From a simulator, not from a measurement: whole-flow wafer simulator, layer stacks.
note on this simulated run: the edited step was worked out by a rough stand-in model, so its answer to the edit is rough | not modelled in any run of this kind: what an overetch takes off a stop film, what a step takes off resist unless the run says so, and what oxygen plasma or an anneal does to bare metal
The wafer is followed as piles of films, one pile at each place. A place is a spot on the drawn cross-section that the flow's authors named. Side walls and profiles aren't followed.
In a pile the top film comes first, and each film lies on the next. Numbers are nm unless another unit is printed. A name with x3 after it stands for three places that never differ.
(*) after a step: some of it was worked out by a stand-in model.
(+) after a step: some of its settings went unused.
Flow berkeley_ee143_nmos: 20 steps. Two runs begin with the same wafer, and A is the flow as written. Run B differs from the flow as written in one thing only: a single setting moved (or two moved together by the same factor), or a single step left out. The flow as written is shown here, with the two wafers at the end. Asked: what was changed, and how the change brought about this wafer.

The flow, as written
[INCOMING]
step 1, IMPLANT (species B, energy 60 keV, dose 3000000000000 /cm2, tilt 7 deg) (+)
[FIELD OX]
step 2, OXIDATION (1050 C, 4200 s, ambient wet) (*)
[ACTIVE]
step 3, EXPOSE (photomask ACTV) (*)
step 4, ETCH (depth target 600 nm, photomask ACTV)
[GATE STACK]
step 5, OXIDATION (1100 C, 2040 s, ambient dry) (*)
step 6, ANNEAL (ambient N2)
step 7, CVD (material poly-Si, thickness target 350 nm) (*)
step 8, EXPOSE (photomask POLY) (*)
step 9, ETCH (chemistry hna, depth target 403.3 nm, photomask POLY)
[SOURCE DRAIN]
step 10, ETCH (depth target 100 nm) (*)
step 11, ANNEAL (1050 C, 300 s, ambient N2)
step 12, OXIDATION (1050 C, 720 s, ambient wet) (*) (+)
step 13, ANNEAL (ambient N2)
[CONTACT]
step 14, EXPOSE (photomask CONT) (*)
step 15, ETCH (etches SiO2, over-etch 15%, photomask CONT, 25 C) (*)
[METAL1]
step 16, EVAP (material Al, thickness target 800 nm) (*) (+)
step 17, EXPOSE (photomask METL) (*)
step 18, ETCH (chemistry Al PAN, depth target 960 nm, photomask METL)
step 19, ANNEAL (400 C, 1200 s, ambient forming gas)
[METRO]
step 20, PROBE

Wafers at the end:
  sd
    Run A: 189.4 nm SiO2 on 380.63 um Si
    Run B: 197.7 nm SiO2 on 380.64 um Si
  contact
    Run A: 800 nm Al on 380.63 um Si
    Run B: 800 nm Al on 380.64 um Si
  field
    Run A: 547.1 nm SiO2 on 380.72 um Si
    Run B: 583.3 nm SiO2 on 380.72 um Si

What caused this: step 10, ETCH: depth target 60 nm was run, though the flow has depth target 100 nm.

How this came from the change, step by step:
  step 10, ETCH (depth target 100 nm) (*)
      sd, contact: A -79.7 SiO2 (all of it) | B -60 SiO2
      field: A -100 SiO2 | B -60 SiO2
  step 12, OXIDATION (1050 C, 720 s, ambient wet) (*) (+)
      sd, contact: A +189.4 SiO2 (new film), -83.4 Si | B +178 SiO2, -78.3 Si
      field: A +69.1 SiO2, -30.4 Si | B +65.4 SiO2, -28.8 Si
  step 15, ETCH (etches SiO2, over-etch 15%, photomask CONT, 25 C) (*)
      contact: A -189.4 SiO2 (all of it) | B -197.7 SiO2 (all of it)
